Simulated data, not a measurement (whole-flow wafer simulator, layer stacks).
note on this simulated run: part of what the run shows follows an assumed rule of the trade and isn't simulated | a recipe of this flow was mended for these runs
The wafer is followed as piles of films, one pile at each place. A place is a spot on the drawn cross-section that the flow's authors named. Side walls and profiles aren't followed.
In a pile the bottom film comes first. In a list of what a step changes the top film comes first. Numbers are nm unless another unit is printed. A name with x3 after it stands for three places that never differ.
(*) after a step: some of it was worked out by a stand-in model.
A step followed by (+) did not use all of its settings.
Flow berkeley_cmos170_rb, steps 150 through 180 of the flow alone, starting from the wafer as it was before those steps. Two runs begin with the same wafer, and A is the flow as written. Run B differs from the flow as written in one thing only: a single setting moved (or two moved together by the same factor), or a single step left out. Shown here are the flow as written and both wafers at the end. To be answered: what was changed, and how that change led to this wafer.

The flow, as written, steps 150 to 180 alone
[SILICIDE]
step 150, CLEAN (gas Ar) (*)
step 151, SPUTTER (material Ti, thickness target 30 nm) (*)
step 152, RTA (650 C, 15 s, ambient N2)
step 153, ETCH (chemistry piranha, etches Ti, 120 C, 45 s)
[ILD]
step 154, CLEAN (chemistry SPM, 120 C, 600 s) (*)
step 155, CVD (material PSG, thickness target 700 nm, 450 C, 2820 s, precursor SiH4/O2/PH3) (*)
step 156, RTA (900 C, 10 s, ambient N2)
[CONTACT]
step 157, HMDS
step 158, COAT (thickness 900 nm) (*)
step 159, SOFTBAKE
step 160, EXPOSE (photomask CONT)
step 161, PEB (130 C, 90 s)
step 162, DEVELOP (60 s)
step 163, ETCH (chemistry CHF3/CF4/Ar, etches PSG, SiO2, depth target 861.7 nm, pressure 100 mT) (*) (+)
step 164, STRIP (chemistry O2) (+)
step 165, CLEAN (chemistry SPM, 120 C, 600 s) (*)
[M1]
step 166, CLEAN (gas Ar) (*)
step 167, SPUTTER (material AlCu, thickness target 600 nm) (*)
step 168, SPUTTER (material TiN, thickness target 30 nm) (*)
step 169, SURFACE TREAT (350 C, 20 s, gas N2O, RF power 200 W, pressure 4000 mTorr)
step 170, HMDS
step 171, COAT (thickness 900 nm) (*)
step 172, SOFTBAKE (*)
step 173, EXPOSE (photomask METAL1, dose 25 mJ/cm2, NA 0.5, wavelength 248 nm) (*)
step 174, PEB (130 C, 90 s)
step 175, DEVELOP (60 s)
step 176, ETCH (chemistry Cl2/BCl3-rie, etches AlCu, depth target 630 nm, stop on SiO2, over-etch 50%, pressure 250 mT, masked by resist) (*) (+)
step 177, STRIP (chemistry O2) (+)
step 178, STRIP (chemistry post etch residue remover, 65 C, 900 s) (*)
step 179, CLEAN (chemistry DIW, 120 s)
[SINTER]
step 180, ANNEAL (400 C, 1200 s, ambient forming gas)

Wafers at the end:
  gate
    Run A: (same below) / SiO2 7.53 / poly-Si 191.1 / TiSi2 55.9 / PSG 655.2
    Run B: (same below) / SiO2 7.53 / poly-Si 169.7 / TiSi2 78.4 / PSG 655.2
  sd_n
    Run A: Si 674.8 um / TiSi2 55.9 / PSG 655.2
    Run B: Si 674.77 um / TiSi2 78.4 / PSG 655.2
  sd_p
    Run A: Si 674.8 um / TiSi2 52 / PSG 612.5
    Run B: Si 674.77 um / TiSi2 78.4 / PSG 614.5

What caused this: step 151, SPUTTER: thickness target 60 nm was run, while the flow as written has thickness target 30 nm.

Step by step, how the change led to this:
  step 151, SPUTTER (material Ti, thickness target 30 nm) (*)
      field, sd_n, spacer_n, gate, spacer_p, gate_p, contact, m1: A Ti gains 30 (new film) | B Ti gains 60 (new film)
      sd_p: A Ti gains 27.9 (new film) | B Ti gains 55.9 (new film)
  step 152, RTA (650 C, 15 s, ambient N2)
      sd_n, contact, m1: A Ti loses 23.4, TiSi first gains 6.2 (new film), TiSi2 C49 gains 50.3 (new film), Si loses 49 | B Ti loses 32.8, TiSi first gains 33.4 (new film), TiSi2 C49 gains 33.6 (new film), Si loses 52.2
      gate, gate_p: A Ti loses 23.4, TiSi first gains 6.2 (new film), TiSi2 C49 gains 50.3 (new film), poly-Si loses 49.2 | B Ti loses 32.8, TiSi first gains 33.4 (new film), TiSi2 C49 gains 33.6 (new film), poly-Si loses 52.4
      (and at 1 other place as well)
  step 153, ETCH (chemistry piranha, etches Ti, 120 C, 45 s)
      sd_n, gate, gate_p, contact, m1: A Ti loses 6.6 (all of it), TiSi first loses 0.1 | B Ti loses 27.2 (all of it), TiSi first loses 0.08
      field, spacer_n, spacer_p: A Ti loses 30 (all of it) | B Ti loses 60 (all of it)
      (and at 1 other place as well)
  step 156, RTA (900 C, 10 s, ambient N2)
      sd_n, contact, m1: A under 1 film: TiSi2 gains 55.9 (new film), TiSi first loses 6.09 (all of it), TiSi2 C49 loses 50.3 (all of it), Si loses 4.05 | B under 1 film: TiSi2 gains 78.4 (new film), TiSi first loses 33.3 (all of it), TiSi2 C49 loses 33.6 (all of it), Si loses 22.1
      gate, gate_p: A under 1 film: TiSi2 gains 55.9 (new film), TiSi first loses 6.09 (all of it), TiSi2 C49 loses 50.3 (all of it), poly-Si loses 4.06 | B under 1 film: TiSi2 gains 78.4 (new film), TiSi first loses 33.3 (all of it), TiSi2 C49 loses 33.6 (all of it), poly-Si loses 22.2
      (and at 1 other place as well)
